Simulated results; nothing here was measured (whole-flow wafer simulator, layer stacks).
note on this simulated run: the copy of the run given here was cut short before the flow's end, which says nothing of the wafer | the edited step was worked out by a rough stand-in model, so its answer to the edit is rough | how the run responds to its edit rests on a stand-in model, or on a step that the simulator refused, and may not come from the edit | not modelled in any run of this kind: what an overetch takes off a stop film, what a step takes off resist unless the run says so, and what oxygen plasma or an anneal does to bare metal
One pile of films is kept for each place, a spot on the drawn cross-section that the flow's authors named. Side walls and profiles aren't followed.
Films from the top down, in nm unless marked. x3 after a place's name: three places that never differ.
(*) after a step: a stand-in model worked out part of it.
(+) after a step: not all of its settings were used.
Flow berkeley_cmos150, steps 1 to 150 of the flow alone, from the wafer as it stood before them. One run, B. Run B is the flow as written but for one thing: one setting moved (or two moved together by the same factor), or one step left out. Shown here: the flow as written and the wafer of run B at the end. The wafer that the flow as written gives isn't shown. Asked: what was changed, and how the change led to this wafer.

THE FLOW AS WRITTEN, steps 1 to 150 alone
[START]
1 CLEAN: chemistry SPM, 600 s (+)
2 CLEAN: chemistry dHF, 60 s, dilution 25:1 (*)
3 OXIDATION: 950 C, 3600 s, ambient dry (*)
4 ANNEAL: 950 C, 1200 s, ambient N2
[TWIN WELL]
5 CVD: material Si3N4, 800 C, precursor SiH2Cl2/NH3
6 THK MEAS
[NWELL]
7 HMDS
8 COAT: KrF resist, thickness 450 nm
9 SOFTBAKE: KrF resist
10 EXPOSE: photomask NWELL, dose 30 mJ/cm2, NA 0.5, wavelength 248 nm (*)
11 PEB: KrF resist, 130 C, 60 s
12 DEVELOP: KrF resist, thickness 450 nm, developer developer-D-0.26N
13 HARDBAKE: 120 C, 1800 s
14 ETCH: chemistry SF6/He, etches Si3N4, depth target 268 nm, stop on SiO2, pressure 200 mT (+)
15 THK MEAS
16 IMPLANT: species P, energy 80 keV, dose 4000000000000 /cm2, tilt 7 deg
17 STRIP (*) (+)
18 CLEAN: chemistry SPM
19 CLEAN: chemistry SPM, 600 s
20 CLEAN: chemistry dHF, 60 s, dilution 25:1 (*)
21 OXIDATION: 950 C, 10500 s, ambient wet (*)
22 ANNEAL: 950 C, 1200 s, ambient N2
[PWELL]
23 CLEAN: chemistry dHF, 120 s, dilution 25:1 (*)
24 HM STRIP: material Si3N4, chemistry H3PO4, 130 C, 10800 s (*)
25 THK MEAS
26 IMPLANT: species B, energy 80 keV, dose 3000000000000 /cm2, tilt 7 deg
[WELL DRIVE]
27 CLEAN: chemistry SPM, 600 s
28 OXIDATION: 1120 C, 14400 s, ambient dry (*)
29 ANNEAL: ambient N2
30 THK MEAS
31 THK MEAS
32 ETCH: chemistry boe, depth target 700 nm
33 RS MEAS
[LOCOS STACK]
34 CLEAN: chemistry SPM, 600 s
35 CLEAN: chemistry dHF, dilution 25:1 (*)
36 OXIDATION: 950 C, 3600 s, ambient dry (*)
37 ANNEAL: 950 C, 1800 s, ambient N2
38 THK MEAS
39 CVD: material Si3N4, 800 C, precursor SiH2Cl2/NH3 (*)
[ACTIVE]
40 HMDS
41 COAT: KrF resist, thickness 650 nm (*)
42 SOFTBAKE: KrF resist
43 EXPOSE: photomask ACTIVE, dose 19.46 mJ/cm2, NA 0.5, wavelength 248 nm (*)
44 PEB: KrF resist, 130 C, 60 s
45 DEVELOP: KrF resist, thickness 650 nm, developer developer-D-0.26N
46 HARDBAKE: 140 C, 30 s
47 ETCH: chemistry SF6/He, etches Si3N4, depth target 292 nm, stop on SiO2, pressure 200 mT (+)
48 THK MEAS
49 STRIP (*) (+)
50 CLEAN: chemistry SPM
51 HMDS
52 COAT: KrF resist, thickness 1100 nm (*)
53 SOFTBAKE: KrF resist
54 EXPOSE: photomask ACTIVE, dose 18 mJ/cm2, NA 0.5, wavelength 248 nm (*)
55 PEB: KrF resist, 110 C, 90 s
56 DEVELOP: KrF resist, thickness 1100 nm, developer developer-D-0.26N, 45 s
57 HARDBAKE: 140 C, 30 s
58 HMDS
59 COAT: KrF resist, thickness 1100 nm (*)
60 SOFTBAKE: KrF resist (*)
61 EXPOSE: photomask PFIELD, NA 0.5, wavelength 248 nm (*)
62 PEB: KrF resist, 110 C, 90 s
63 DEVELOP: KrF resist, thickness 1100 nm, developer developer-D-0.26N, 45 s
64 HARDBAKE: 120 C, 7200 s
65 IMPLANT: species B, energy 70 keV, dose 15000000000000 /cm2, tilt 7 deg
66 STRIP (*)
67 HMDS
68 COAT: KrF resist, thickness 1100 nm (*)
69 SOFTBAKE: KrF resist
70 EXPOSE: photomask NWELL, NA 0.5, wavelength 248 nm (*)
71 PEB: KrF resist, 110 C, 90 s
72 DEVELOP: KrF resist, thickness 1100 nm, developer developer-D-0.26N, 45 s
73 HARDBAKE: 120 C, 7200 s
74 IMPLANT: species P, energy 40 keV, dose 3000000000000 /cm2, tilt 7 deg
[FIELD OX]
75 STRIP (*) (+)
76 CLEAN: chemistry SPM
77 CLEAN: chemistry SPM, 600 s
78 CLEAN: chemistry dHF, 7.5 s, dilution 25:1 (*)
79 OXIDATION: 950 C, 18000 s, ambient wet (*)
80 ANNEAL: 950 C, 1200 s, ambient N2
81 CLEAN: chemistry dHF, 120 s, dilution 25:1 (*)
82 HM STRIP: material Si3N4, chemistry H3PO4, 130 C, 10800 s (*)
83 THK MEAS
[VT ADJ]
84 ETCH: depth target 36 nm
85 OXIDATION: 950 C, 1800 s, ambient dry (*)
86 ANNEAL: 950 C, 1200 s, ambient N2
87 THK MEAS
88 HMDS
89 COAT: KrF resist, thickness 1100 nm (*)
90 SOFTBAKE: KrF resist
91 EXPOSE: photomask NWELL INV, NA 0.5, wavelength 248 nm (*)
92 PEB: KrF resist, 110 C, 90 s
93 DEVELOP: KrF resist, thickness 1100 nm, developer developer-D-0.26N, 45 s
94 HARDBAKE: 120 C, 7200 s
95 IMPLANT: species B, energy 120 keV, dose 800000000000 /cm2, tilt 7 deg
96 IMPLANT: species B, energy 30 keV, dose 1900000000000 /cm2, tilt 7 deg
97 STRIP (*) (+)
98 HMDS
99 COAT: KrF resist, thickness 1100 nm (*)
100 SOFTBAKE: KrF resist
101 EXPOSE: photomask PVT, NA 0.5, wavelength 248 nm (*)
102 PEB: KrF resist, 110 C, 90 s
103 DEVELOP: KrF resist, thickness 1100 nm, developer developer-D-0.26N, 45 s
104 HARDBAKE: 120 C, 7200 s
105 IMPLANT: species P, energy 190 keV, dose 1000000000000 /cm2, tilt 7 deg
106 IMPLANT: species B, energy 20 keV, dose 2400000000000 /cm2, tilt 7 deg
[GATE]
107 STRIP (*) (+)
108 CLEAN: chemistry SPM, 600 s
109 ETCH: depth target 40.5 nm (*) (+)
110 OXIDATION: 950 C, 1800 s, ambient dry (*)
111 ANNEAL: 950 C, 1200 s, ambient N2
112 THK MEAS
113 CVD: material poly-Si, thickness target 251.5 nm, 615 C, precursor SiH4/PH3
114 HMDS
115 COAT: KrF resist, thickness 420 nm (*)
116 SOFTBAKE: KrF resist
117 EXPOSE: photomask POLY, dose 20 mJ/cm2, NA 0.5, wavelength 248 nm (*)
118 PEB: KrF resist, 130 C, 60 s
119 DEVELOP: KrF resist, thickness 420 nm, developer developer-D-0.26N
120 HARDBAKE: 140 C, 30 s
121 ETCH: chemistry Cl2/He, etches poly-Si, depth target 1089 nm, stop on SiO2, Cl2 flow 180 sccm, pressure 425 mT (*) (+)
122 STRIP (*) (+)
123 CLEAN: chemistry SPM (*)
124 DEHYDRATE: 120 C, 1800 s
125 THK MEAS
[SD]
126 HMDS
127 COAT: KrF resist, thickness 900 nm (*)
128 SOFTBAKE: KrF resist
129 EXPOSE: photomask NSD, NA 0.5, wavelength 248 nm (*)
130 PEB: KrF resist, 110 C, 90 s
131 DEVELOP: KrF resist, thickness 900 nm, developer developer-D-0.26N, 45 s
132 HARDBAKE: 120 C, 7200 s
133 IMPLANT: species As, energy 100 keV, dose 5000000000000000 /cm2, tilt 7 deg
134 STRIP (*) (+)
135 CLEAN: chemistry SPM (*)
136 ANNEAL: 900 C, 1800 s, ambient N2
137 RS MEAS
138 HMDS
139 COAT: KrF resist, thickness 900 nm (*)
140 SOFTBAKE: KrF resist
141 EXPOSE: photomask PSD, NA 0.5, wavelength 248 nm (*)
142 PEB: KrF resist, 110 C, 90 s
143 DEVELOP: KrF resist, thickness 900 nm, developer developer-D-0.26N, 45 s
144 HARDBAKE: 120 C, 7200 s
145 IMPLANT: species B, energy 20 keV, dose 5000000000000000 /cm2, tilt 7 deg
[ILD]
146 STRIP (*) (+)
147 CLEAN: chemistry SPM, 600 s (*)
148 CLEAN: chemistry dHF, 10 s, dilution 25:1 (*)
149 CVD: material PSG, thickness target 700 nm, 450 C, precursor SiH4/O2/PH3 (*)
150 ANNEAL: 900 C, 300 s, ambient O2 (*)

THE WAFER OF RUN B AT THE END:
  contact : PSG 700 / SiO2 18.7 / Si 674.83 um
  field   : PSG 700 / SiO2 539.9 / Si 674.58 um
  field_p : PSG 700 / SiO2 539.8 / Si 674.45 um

The cause: step 36, OXIDATION: 1045 C was run, where the flow has 950 C.

How the change led to this, step by step:
  36 OXIDATION: 950 C, 3600 s, ambient dry (*)
      field, field_p, sd_n, gate_n, sd_p, gate_p, contact, m1: SiO2 +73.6 (new film), Si -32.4 (as written it would be: SiO2 +31.5 (new film), Si -13.8)
  41 COAT: KrF resist, thickness 650 nm (*)
      field: KrF resist +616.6 (new film) (as written it would be: KrF resist +646.4 (new film))
  45 DEVELOP: KrF resist, thickness 650 nm, developer developer-D-0.26N
      field: KrF resist -615.7 (all of it) (as written it would be: KrF resist -645.4 (all of it))
  79 OXIDATION: 950 C, 18000 s, ambient wet (*)
      gate_n, gate_p: SiO2 +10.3 (new film), Si3N4 -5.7, SiO2 +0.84, Si -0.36 (as written it would be: SiO2 +10.3 (new film), Si3N4 -5.7)
      contact: SiO2 +10.3 (new film), Si3N4 -5.7, SiO2 +0.95, Si -0.4 (as written it would be: SiO2 +10.3 (new film), Si3N4 -5.7)
      (and at 4 more places)
  84 ETCH: depth target 36 nm
      gate_n, sd_p, gate_p, contact, m1: SiO2 -36 (as written it would be: SiO2 -29.6 (all of it))
  85 OXIDATION: 950 C, 1800 s, ambient dry (*)
      gate_n, gate_p, contact, m1: SiO2 +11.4, Si -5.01 (as written it would be: SiO2 +20.4 (new film), Si -8.98)
      sd_p: SiO2 +11.5, Si -5.06 (as written it would be: SiO2 +20.4 (new film), Si -8.98)
      (and at 1 more place)
  89 COAT: KrF resist, thickness 1100 nm (*)
      sd_n: KrF resist +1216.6 (new film) (as written it would be: KrF resist +1242.9 (new film))
  93 DEVELOP: KrF resist, thickness 1100 nm, developer developer-D-0.26N, 45 s
      sd_n: KrF resist -1208.2 (all of it) (as written it would be: KrF resist -1234.3 (all of it))
  99 COAT: KrF resist, thickness 1100 nm (*)
      sd_n: KrF resist +1216.6 (new film) (as written it would be: KrF resist +1242.9 (new film))
  107 STRIP (*) (+)
      sd_n: KrF resist -1175.3 (all of it) (as written it would be: KrF resist -1200.9 (all of it))
  109 ETCH: depth target 40.5 nm (*) (+)
      gate_n, sd_p, gate_p, contact, m1: SiO2 -40.5 (as written it would be: SiO2 -20.4 (all of it))
      sd_n: SiO2 -40.5 (as written it would be: SiO2 -40.4 (all of it))
  110 OXIDATION: 950 C, 1800 s, ambient dry (*)
      gate_n, gate_p, m1: SiO2 +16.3, Si -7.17 (as written it would be: SiO2 +20.4 (new film), Si -8.98)
      sd_n: SiO2 +9.14, Si -4.02 (as written it would be: SiO2 +20.4 (new film), Si -8.98)
      (and at 2 more places)
  115 COAT: KrF resist, thickness 420 nm (*)
      sd_n: KrF resist +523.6 (new film) (as written it would be: KrF resist +563.4 (new film))
      gate_n: KrF resist +501.1 (new film) (as written it would be: KrF resist +482.5 (new film))
  119 DEVELOP: KrF resist, thickness 420 nm, developer developer-D-0.26N
      sd_n: KrF resist -522.9 (all of it) (as written it would be: KrF resist -562.5 (all of it))
  120 HARDBAKE: 140 C, 30 s
      gate_n: KrF resist -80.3 (as written it would be: KrF resist -77.1)
  122 STRIP (*) (+)
      gate_n: chemical SiO2 +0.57 (new film), KrF resist -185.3 (all of it), poly-Si -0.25 (as written it would be: chemical SiO2 +0.57 (new film), KrF resist -169.8 (all of it), poly-Si -0.25)
  ... 4 more steps ...
  146 STRIP (*) (+)
      sd_n: KrF resist -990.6 (all of it) (as written it would be: KrF resist -1024.1 (all of it))
